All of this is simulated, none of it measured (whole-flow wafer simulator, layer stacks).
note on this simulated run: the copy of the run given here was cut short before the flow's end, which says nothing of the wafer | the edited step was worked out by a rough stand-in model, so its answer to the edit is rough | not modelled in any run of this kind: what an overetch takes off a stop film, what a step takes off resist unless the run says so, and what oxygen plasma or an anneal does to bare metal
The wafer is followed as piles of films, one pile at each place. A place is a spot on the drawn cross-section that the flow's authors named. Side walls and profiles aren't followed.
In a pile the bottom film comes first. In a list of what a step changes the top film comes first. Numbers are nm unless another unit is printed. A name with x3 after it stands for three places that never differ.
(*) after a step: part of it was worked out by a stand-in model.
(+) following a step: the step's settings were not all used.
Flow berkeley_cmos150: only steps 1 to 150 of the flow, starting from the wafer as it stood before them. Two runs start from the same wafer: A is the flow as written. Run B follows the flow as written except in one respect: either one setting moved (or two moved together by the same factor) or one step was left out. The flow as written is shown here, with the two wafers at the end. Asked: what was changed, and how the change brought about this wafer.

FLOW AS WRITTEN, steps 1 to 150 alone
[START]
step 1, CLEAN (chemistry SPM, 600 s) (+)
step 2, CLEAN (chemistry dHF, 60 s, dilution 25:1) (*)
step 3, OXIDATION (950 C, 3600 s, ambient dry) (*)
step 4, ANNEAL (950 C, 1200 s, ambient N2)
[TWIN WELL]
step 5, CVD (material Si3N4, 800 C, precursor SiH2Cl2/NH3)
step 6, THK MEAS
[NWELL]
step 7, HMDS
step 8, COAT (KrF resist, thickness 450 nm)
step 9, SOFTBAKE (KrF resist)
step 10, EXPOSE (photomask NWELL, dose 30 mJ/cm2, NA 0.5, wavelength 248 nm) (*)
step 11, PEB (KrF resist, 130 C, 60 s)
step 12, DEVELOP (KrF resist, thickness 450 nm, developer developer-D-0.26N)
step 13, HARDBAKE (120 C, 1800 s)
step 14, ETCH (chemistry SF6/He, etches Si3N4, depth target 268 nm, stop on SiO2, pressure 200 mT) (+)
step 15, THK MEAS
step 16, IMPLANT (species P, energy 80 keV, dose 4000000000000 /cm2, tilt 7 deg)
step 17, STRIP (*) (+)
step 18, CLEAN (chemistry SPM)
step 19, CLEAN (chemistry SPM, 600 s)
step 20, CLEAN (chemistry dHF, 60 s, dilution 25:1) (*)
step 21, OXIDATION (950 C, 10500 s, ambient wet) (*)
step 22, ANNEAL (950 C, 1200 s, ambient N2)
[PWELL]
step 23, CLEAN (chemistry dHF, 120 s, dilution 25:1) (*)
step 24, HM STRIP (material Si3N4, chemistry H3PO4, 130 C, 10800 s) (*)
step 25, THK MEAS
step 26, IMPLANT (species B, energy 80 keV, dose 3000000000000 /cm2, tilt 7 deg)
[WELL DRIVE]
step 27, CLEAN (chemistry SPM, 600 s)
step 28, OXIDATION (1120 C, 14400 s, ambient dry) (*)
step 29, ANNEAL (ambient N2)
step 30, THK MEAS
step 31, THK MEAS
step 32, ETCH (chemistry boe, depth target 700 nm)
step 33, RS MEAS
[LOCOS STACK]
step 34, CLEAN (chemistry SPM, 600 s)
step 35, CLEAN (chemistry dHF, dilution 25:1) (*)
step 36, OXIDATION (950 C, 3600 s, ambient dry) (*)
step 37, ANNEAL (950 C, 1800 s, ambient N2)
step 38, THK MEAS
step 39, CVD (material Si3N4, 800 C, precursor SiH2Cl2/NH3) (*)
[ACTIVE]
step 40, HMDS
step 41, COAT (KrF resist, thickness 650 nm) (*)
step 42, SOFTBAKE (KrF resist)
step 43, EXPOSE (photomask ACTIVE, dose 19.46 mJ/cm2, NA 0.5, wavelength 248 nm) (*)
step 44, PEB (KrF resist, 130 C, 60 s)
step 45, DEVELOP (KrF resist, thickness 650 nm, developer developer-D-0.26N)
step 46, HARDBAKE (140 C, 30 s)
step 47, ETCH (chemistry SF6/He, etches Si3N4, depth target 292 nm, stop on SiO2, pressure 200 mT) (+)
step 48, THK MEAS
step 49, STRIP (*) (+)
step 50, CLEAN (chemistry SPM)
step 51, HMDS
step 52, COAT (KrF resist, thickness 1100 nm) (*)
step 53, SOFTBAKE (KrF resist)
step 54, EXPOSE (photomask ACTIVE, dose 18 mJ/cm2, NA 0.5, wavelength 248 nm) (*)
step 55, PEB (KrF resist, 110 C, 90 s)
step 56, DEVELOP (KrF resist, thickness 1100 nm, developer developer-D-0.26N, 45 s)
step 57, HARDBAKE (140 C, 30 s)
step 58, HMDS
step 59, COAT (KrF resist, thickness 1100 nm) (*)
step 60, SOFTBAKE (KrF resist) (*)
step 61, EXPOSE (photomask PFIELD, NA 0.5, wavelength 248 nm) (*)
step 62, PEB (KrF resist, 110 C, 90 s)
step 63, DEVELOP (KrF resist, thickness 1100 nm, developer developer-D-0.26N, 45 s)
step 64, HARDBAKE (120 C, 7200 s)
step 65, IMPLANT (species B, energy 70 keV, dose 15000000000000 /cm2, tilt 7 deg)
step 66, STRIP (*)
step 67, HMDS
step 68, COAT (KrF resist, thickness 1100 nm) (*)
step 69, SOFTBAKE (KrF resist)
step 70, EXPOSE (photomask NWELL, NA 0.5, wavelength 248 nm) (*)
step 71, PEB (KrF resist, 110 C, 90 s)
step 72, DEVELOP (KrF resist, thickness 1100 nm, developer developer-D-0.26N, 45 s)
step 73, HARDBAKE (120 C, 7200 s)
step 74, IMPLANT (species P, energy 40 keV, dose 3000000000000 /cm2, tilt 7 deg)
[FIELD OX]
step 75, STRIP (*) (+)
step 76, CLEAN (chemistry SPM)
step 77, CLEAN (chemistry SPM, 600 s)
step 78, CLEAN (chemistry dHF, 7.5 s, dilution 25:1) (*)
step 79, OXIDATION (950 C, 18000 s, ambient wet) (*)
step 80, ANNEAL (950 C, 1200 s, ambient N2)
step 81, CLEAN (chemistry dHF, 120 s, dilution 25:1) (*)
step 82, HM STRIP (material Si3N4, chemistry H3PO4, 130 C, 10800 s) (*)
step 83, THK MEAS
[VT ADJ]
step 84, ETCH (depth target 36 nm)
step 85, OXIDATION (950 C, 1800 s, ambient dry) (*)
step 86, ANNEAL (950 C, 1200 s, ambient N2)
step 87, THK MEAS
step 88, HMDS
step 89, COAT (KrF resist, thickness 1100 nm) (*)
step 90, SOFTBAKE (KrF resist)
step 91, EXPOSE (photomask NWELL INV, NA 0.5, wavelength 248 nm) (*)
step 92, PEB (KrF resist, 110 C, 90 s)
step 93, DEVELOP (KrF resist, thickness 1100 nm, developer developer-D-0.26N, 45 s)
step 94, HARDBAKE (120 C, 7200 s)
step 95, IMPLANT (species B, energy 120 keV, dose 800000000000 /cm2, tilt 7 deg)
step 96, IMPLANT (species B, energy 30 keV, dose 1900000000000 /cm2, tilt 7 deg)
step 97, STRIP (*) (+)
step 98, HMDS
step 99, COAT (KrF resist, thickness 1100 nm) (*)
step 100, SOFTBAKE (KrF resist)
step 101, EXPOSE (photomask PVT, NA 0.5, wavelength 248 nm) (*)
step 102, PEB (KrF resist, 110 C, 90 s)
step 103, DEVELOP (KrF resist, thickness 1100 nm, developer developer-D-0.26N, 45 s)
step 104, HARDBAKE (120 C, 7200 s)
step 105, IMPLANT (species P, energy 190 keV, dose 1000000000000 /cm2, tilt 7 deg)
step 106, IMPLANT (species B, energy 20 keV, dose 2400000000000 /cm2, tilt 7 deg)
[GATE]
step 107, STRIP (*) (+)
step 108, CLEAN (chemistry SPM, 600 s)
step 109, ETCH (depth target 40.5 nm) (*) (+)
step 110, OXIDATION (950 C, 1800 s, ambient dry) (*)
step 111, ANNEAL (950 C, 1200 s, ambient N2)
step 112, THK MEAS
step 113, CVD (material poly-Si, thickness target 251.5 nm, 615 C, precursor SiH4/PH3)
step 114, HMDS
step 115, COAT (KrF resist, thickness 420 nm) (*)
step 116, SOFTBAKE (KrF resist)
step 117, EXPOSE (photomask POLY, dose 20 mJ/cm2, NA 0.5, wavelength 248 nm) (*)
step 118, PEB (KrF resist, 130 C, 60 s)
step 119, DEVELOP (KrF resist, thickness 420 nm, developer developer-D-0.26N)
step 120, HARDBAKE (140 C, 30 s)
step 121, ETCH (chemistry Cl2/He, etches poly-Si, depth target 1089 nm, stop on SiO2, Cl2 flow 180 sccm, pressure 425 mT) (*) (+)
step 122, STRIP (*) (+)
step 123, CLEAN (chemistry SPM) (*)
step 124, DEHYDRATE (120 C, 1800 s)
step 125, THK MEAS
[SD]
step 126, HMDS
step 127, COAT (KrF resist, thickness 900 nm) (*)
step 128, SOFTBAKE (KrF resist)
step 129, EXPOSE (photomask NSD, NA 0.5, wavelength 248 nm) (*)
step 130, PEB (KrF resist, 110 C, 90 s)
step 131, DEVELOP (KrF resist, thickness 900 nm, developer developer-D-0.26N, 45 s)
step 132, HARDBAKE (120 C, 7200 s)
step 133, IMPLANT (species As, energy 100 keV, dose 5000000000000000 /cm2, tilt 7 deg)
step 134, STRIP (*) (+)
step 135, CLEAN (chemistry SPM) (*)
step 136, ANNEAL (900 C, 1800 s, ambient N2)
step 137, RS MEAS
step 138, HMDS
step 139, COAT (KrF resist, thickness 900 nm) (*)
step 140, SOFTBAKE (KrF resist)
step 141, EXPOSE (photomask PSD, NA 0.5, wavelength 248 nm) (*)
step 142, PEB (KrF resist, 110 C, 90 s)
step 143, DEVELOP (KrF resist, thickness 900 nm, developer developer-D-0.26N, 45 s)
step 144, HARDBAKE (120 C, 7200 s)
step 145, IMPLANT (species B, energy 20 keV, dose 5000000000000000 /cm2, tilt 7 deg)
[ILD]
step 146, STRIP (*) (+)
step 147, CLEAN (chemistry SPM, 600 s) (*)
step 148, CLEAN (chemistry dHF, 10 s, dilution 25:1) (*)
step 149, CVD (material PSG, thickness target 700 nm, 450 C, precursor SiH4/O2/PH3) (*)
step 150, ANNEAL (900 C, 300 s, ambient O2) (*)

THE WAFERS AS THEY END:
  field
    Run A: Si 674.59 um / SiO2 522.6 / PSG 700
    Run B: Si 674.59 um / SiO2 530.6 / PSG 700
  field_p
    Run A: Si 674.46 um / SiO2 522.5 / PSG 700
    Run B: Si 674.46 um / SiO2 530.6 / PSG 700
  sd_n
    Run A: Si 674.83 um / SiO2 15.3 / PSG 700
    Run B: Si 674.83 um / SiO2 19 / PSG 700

Cause: step 109, ETCH: depth target 32.4 nm was run, while the flow as written has depth target 40.5 nm.

How this came from the change, step by step:
  step 109, ETCH (depth target 40.5 nm) (*) (+)
      sd_n: A -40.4 SiO2 (all of it) | B -32.4 SiO2
      field, field_p: A -40.5 SiO2 | B -32.4 SiO2
  step 110, OXIDATION (950 C, 1800 s, ambient dry) (*)
      sd_n: A +20.4 SiO2 (new film), -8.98 Si | B +16.1 SiO2, -7.06 Si
